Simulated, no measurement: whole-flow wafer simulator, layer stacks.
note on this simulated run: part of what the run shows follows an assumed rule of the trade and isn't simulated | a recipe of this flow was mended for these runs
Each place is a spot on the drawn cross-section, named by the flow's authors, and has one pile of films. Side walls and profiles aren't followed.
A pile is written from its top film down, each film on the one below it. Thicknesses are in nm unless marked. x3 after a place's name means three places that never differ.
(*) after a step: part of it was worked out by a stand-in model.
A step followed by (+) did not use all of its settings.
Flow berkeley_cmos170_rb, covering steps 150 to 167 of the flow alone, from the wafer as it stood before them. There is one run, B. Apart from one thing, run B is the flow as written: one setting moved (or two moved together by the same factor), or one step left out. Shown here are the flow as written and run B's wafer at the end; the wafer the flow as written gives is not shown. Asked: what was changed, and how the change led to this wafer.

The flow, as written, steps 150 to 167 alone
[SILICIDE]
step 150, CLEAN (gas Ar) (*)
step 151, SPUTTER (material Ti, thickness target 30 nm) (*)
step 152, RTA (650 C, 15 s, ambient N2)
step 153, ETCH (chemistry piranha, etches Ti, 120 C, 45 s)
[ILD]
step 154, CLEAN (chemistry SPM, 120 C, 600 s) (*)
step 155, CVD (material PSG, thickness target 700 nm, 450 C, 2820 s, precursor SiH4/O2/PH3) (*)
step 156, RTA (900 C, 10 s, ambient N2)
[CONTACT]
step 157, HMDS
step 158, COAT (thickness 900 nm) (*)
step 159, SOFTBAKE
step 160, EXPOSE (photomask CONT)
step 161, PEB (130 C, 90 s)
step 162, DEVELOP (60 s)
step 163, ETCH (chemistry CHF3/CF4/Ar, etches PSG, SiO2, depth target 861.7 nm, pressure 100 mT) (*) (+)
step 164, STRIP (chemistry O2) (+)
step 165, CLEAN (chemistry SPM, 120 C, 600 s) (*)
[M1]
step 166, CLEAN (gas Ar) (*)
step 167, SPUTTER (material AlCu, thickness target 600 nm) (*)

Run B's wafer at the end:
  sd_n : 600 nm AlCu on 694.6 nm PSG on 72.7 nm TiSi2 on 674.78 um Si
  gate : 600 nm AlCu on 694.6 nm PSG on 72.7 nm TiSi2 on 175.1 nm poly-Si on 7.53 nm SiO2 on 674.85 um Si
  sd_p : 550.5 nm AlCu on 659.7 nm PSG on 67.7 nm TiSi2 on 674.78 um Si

Cause: step 151, SPUTTER: thickness target 39 nm was run, whereas the flow has thickness target 30 nm.

The path from the change to this, step by step:
  step 151, SPUTTER (material Ti, thickness target 30 nm) (*)
      field, sd_n, spacer_n, gate, spacer_p, gate_p, contact, m1: +39 Ti (new film) (as written it would have been: +30 Ti (new film))
      sd_p: +36.3 Ti (new film) (as written it would have been: +27.9 Ti (new film))
  step 152, RTA (650 C, 15 s, ambient N2)
      sd_n, contact, m1: -30.4 Ti, +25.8 TiSi first (new film), +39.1 TiSi2 C49 (new film), -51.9 Si (as written it would have been: -23.4 Ti, +6.2 TiSi first (new film), +50.3 TiSi2 C49 (new film), -49 Si)
      gate, gate_p: -30.4 Ti, +25.8 TiSi first (new film), +39.1 TiSi2 C49 (new film), -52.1 poly-Si (as written it would have been: -23.4 Ti, +6.2 TiSi first (new film), +50.3 TiSi2 C49 (new film), -49.2 poly-Si)
      (also at 1 further place)
  step 153, ETCH (chemistry piranha, etches Ti, 120 C, 45 s)
      sd_n, gate, gate_p, contact, m1: -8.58 Ti (all of it), -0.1 TiSi first (as written it would have been: -6.6 Ti (all of it), -0.1 TiSi first)
      field, spacer_n, spacer_p: -39 Ti (all of it) (as written it would have been: -30 Ti (all of it))
      (also at 1 further place)
  step 156, RTA (900 C, 10 s, ambient N2)
      sd_n, contact, m1: under 1 film: +72.7 TiSi2 (new film), -25.7 TiSi first (all of it), -39.1 TiSi2 C49 (all of it), -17 Si (as written it would have been: under 1 film: +55.9 TiSi2 (new film), -6.09 TiSi first (all of it), -50.3 TiSi2 C49 (all of it), -4.05 Si)
      gate, gate_p: under 1 film: +72.7 TiSi2 (new film), -25.7 TiSi first (all of it), -39.1 TiSi2 C49 (all of it), -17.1 poly-Si (as written it would have been: under 1 film: +55.9 TiSi2 (new film), -6.09 TiSi first (all of it), -50.3 TiSi2 C49 (all of it), -4.06 poly-Si)
      (also at 1 further place)
